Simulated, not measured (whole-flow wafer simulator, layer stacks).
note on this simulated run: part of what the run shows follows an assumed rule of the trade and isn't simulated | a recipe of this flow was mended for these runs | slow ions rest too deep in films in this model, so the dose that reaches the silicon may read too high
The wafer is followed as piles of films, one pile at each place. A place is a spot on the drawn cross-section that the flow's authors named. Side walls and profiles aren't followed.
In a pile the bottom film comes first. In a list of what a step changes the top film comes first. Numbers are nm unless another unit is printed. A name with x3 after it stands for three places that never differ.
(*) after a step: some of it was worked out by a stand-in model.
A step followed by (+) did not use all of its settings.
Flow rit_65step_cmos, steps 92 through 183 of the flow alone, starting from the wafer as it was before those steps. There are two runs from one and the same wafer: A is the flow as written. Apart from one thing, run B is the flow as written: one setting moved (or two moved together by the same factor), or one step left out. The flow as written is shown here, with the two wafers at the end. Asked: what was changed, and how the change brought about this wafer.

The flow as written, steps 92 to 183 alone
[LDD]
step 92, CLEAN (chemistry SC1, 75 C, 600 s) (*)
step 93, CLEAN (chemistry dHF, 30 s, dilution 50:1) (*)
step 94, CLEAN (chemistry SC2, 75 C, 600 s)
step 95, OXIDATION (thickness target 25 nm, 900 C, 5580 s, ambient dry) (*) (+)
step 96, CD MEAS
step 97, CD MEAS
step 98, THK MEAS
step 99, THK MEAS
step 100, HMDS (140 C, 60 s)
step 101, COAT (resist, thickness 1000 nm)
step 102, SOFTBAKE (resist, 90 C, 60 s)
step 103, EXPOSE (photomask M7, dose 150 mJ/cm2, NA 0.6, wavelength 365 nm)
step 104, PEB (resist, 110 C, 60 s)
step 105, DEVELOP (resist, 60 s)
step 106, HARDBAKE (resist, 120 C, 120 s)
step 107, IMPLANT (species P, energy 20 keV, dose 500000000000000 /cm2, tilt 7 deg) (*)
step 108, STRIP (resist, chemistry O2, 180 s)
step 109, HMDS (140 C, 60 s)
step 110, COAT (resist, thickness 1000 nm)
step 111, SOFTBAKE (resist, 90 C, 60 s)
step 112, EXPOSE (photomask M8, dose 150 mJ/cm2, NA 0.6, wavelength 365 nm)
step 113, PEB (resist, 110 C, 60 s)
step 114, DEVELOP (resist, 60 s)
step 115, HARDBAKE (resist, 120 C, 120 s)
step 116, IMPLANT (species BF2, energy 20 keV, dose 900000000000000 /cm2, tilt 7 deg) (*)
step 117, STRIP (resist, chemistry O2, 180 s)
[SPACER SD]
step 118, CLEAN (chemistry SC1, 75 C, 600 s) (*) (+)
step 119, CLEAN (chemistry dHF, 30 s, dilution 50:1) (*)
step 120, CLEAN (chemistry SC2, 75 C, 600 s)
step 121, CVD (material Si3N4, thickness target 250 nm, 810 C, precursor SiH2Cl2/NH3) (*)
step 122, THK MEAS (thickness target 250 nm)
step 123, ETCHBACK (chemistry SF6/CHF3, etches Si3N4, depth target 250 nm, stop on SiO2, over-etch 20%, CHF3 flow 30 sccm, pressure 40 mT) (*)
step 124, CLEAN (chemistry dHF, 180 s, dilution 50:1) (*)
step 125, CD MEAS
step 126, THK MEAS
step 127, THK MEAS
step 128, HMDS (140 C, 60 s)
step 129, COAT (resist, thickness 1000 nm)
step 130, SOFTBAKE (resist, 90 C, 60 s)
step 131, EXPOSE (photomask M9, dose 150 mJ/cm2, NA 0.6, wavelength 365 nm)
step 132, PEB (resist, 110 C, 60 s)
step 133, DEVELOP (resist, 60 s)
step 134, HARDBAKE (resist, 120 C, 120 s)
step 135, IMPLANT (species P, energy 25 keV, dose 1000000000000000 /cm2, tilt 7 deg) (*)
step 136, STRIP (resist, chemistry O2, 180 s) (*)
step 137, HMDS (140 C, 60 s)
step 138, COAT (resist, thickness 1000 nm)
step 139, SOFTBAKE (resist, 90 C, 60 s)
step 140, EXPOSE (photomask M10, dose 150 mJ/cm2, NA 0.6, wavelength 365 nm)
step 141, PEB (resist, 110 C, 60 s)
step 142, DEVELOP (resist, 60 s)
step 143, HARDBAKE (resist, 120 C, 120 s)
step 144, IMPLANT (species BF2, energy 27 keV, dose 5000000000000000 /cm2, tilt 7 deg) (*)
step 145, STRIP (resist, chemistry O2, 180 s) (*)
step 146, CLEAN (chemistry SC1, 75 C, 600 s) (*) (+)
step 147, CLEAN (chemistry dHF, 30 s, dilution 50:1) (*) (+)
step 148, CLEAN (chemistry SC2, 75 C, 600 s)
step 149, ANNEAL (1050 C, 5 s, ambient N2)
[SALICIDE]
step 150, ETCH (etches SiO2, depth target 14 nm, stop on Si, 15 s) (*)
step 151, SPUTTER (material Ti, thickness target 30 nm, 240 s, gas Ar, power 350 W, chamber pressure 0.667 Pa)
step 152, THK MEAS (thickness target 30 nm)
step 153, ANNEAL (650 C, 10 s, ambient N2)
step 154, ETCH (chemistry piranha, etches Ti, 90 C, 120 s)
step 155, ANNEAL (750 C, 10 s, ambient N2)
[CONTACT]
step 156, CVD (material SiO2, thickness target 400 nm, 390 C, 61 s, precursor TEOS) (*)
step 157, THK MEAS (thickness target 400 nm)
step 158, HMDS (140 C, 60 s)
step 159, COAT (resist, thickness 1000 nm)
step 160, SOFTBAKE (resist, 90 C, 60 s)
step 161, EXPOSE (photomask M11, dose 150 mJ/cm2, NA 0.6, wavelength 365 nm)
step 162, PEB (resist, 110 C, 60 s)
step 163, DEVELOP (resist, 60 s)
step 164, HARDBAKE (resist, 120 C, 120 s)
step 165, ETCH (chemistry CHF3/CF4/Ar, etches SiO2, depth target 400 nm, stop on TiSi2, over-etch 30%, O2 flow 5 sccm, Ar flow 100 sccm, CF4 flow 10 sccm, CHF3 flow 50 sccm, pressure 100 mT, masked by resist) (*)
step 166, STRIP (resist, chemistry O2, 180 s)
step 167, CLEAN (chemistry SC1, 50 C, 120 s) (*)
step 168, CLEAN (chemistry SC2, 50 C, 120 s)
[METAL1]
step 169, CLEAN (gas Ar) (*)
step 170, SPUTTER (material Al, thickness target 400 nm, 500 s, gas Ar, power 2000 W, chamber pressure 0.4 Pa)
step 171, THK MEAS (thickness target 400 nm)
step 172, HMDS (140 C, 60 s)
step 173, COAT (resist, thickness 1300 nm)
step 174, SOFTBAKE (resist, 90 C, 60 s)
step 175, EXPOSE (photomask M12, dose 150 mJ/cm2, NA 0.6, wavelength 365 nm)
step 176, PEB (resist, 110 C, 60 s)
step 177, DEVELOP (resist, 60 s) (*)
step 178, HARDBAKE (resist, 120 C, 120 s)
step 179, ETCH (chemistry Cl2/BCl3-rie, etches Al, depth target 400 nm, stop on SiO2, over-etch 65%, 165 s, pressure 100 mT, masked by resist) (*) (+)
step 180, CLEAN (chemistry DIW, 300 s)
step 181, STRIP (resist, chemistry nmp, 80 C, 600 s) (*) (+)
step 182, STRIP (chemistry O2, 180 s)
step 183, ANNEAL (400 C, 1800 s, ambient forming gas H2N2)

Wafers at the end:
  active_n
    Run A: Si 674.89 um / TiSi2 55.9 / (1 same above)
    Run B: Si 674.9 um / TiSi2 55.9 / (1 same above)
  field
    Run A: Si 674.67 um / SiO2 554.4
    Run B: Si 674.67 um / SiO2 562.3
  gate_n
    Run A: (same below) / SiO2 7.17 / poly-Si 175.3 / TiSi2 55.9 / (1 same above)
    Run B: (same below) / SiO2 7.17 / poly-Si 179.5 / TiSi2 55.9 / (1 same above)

The reason: step 103, EXPOSE: photomask M8 was run, while the flow as written has photomask M7.

The path from the change to this, step by step:
  step 105, DEVELOP (resist, 60 s)
      field: A resist loses 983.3 (all of it) | B nothing
      field_p: A resist loses 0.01 | B resist loses 989.5 (all of it)
      (also at 10 further places)
  step 106, HARDBAKE (resist, 120 C, 120 s)
      sd_n, contact, m1: A nothing | B resist loses 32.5
      active_p, sd_p: A resist loses 32.4 | B nothing
      (also at 7 further places)
  step 108, STRIP (resist, chemistry O2, 180 s)
      field: A nothing | B resist loses 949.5 (all of it)
      field_p: A resist loses 955.4 (all of it) | B nothing
      (also at 10 further places)
  step 119, CLEAN (chemistry dHF, 30 s, dilution 50:1) (*)
      field, active_n, gate_n, spacer, sd_n, contact, m1: A SiO2 loses 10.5 | B SiO2 loses 2.78
  step 124, CLEAN (chemistry dHF, 180 s, dilution 50:1) (*)
      active_n, sd_n, contact, m1: A SiO2 loses 12.5 (all of it) | B SiO2 loses 16.7
      gate_n: A SiO2 loses 14.9 (all of it) | B SiO2 loses 16.7
  step 136, STRIP (resist, chemistry O2, 180 s) (*)
      active_n, sd_n, contact, m1: A chemical SiO2 gains 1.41 (new film), Si loses 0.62 | B nothing
      gate_n: A chemical SiO2 gains 1.41 (new film), poly-Si loses 0.62 | B nothing
  step 146, CLEAN (chemistry SC1, 75 C, 600 s) (*) (+)
      active_n, sd_n, contact, m1: A chemical SiO2 loses 1.02, Si loses 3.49 | B SiO2 loses 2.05
      gate_n: A chemical SiO2 loses 1.02, poly-Si loses 3.49 | B SiO2 loses 2.05
  step 147, CLEAN (chemistry dHF, 30 s, dilution 50:1) (*) (+)
      active_n, sd_n, contact, m1: A chemical SiO2 loses 0.6 (all of it) | B SiO2 loses 1.56 (all of it)
      gate_n: A chemical SiO2 loses 0.6 (all of it) | B SiO2 loses 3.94 (all of it)
